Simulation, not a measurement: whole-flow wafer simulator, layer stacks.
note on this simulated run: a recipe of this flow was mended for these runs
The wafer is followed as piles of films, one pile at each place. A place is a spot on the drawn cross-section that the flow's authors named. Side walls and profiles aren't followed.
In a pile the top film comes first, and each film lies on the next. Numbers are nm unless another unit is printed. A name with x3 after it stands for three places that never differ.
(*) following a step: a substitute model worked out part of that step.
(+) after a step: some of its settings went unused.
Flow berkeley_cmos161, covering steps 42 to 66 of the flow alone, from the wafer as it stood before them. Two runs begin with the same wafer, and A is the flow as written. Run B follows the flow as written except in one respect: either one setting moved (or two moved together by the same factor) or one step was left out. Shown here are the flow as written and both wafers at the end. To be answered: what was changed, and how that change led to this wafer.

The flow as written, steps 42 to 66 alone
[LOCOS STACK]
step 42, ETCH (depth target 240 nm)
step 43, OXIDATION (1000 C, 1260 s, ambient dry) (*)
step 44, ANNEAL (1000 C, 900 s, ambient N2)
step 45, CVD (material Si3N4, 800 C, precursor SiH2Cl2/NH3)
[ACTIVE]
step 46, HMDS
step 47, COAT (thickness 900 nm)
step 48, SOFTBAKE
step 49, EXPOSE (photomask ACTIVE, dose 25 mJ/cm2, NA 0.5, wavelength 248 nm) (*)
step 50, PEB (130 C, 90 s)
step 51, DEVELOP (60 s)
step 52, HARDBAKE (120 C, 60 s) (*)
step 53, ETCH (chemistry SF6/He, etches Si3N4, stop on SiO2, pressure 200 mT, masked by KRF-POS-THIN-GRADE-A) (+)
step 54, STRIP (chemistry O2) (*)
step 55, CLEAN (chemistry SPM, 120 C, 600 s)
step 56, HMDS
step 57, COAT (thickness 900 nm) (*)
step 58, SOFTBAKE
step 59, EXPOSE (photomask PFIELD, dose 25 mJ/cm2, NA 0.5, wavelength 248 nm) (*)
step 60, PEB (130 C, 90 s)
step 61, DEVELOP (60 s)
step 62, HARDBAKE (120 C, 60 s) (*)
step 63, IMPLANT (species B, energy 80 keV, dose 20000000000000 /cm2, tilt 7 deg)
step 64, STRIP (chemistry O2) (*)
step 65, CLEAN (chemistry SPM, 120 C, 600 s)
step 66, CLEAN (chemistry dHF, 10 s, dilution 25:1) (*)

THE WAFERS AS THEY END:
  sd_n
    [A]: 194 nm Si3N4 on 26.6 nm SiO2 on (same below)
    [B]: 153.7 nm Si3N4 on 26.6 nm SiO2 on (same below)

The reason: step 45, CVD: 780 C was run, whereas the flow has 800 C.

Step by step, how the change led to this:
  step 45, CVD (material Si3N4, 800 C, precursor SiH2Cl2/NH3)
      field, sd_n, spacer_n and 6 more: A +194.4 Si3N4 (new film) | B +154.1 Si3N4 (new film)
  step 53, ETCH (chemistry SF6/He, etches Si3N4, stop on SiO2, pressure 200 mT, masked by KRF-POS-THIN-GRADE-A) (+)
      sd_n, spacer_n, gate_n, sd_p, spacer_p, gate_p, contact, m1: A -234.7 KrF-resist | B -190.9 KrF-resist
      field: A -194.4 Si3N4 (all of it), -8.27 SiO2 | B -154.1 Si3N4 (all of it), -8.27 SiO2
  step 54, STRIP (chemistry O2) (*)
      sd_n, spacer_n, gate_n, sd_p, spacer_p, gate_p, contact, m1: A -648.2 KrF-resist (all of it) | B -692.1 KrF-resist (all of it)
  step 57, COAT (thickness 900 nm) (*)
      sd_n: A +796.1 KrF-resist (new film) | B +816.6 KrF-resist (new film)
      sd_p: A +813.7 KrF-resist (new film) | B +830.7 KrF-resist (new film)
      (as well as at 1 more place)
  step 64, STRIP (chemistry O2) (*)
      sd_n: A -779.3 KrF-resist (all of it) | B -799.8 KrF-resist (all of it)
      sd_p: A -796.9 KrF-resist (all of it) | B -813.8 KrF-resist (all of it)
      (as well as at 1 more place)
